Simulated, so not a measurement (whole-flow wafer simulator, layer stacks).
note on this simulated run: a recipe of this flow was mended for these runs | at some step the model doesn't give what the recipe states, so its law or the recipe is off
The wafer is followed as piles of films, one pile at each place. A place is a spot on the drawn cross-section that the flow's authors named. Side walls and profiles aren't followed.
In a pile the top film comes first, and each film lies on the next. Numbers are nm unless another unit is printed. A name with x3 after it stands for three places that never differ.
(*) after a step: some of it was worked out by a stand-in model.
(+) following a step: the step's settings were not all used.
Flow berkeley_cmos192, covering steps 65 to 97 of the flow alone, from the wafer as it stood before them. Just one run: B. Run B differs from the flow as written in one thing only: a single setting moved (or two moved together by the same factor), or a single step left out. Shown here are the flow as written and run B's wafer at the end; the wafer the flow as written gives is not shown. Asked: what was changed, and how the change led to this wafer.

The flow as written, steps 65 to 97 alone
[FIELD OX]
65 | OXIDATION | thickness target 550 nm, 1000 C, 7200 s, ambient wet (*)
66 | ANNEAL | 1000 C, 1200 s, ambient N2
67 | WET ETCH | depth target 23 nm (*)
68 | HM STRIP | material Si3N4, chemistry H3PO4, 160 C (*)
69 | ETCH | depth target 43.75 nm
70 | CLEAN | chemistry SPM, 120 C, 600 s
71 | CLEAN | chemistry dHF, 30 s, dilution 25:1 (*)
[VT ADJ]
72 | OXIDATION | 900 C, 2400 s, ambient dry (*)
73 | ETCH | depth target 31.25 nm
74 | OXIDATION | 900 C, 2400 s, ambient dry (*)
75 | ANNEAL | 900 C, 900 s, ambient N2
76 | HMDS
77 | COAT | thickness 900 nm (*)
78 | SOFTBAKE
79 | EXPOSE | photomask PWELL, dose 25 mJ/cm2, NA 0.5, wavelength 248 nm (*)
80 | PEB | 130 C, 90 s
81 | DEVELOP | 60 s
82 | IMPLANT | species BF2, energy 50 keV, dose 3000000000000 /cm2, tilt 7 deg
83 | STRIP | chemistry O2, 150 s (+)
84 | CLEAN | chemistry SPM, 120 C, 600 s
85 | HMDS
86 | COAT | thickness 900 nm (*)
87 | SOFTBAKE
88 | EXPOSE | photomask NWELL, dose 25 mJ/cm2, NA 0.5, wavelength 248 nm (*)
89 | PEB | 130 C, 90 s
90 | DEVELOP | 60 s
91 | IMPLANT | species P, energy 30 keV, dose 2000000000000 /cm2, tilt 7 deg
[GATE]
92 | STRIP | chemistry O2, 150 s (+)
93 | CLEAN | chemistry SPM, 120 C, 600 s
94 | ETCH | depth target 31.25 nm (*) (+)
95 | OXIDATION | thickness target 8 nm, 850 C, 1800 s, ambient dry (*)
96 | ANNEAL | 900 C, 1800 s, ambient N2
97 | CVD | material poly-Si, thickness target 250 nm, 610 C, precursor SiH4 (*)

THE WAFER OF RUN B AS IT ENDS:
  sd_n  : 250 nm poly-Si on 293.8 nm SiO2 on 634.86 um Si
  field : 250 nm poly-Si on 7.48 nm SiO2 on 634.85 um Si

Cause: step 65, OXIDATION: 1412 C was run, whereas the flow has 1000 C.

How this came from the change, step by step:
  65 | OXIDATION | thickness target 550 nm, 1000 C, 7200 s, ambient wet (*)
      spacer_n, spacer_p, gate_p, contact, m1: Si3N4 loses 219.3 (all of it), SiO2 gains 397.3 (it would be, as written: SiO2 gains 12.1 (new film), Si3N4 loses 6.7)
      sd_n, sd_p: Si3N4 loses 219.3 (all of it), SiO2 gains 397.3 (it would be, as written: SiO2 gains 12.1 (new film), Si3N4 loses 6.7, SiO2 gains 0.06, Si loses 0.06)
      (and at 2 other places as well)
  67 | WET ETCH | depth target 23 nm (*)
      sd_n, spacer_n, gate, sd_p, spacer_p, gate_p, contact, m1: SiO2 loses 23 (it would be, as written: SiO2 loses 12.1 (all of it), Si3N4 loses 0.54)
      field: SiO2 loses 20.9 (all of it) (it would be, as written: SiO2 loses 23)
  68 | HM STRIP | material Si3N4, chemistry H3PO4, 160 C (*)
      sd_n, spacer_n, gate, sd_p, spacer_p, gate_p, contact, m1: nothing (it would be, as written: Si3N4 loses 212 (all of it), SiO2 loses 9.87)
      field: chemical SiO2 gains 0.5 (new film), Si loses 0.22 (it would be, as written: SiO2 loses 16.5)
  69 | ETCH | depth target 43.75 nm
      spacer_n, gate, spacer_p, gate_p, contact, m1: SiO2 loses 43.8 (it would be, as written: SiO2 loses 16.7 (all of it))
      sd_n, sd_p: SiO2 loses 43.8 (it would be, as written: SiO2 loses 16.8 (all of it))
      (and at 1 other place as well)
  70 | CLEAN | chemistry SPM, 120 C, 600 s
      sd_n, spacer_n, gate, sd_p, spacer_p, gate_p, contact, m1: nothing (it would be, as written: chemical SiO2 gains 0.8 (new film), Si loses 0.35)
      field: chemical SiO2 gains 0.8 (new film), Si loses 0.35 (it would be, as written: nothing)
  71 | CLEAN | chemistry dHF, 30 s, dilution 25:1 (*)
      sd_n, spacer_n, gate, sd_p, spacer_p, gate_p, contact, m1: SiO2 loses 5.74 (it would be, as written: chemical SiO2 loses 0.8 (all of it))
      field: chemical SiO2 loses 0.8 (all of it) (it would be, as written: SiO2 loses 5.74)
  72 | OXIDATION | 900 C, 2400 s, ambient dry (*)
      sd_n, spacer_n, gate, sd_p, spacer_p, gate_p, contact, m1: SiO2 gains 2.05, Si loses 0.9 (it would be, as written: SiO2 gains 14.9 (new film), Si loses 6.57)
      field: SiO2 gains 14.9 (new film), Si loses 6.57 (it would be, as written: SiO2 gains 1.63, Si loses 0.72)
  73 | ETCH | depth target 31.25 nm
      sd_n, spacer_n, gate, sd_p, spacer_p, gate_p, contact, m1: SiO2 loses 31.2 (it would be, as written: SiO2 loses 14.9 (all of it))
      field: SiO2 loses 14.9 (all of it) (it would be, as written: SiO2 loses 31.2)
  74 | OXIDATION | 900 C, 2400 s, ambient dry (*)
      sd_n, spacer_n, gate, sd_p, spacer_p, gate_p, contact, m1: SiO2 gains 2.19, Si loses 0.96 (it would be, as written: SiO2 gains 14.9 (new film), Si loses 6.57)
      field: SiO2 gains 14.9 (new film), Si loses 6.57 (it would be, as written: SiO2 gains 1.72, Si loses 0.76)
  77 | COAT | thickness 900 nm (*)
      field: KrF-resist gains 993 (new film) (it would be, as written: KrF-resist gains 845.8 (new film))
      sd_n: KrF-resist gains 741.5 (new film) (it would be, as written: KrF-resist gains 1006.3 (new film))
      (and at 7 other places as well)
  80 | PEB | 130 C, 90 s
      sd_n, m1: KrF-resist loses 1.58 (it would be, as written: KrF-resist loses 2.27)
      sd_p: KrF-resist loses 1.65 (it would be, as written: KrF-resist loses 2.22)
      (and at 1 other place as well)
  81 | DEVELOP | 60 s
      field: KrF-resist loses 990.7 (all of it) (it would be, as written: KrF-resist loses 844 (all of it))
      sd_n: KrF-resist loses 739.9 (all of it) (it would be, as written: KrF-resist loses 1004.1 (all of it))
      (and at 4 other places as well)
  83 | STRIP | chemistry O2, 150 s (+)
      sd_p: KrF-resist loses 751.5 (all of it) (it would be, as written: KrF-resist loses 970.8 (all of it))
      spacer_p: KrF-resist loses 776.5 (all of it) (it would be, as written: KrF-resist loses 953.7 (all of it))
      (and at 1 other place as well)
  86 | COAT | thickness 900 nm (*)
      field: KrF-resist gains 993 (new film) (it would be, as written: KrF-resist gains 845.8 (new film))
      sd_n: KrF-resist gains 741.5 (new film) (it would be, as written: KrF-resist gains 1006.3 (new film))
      (and at 7 other places as well)
  89 | PEB | 130 C, 90 s
      sd_n, m1: KrF-resist loses 1.58 (it would be, as written: KrF-resist loses 2.27)
      sd_p: KrF-resist loses 1.65 (it would be, as written: KrF-resist loses 2.22)
      (and at 1 other place as well)
  90 | DEVELOP | 60 s
      sd_p: KrF-resist loses 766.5 (all of it) (it would be, as written: KrF-resist loses 985.7 (all of it))
      spacer_p: KrF-resist loses 791.4 (all of it) (it would be, as written: KrF-resist loses 968.6 (all of it))
      (and at 1 other place as well)
  ... 2 other steps ...
  95 | OXIDATION | thickness target 8 nm, 850 C, 1800 s, ambient dry (*)
      sd_n, spacer_n, gate, sd_p, spacer_p, gate_p, contact, m1: SiO2 gains 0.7, Si loses 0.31 (it would be, as written: SiO2 gains 7.48 (new film), Si loses 3.29)
      field: SiO2 gains 7.48 (new film), Si loses 3.29 (it would be, as written: SiO2 gains 0.53, Si loses 0.23)
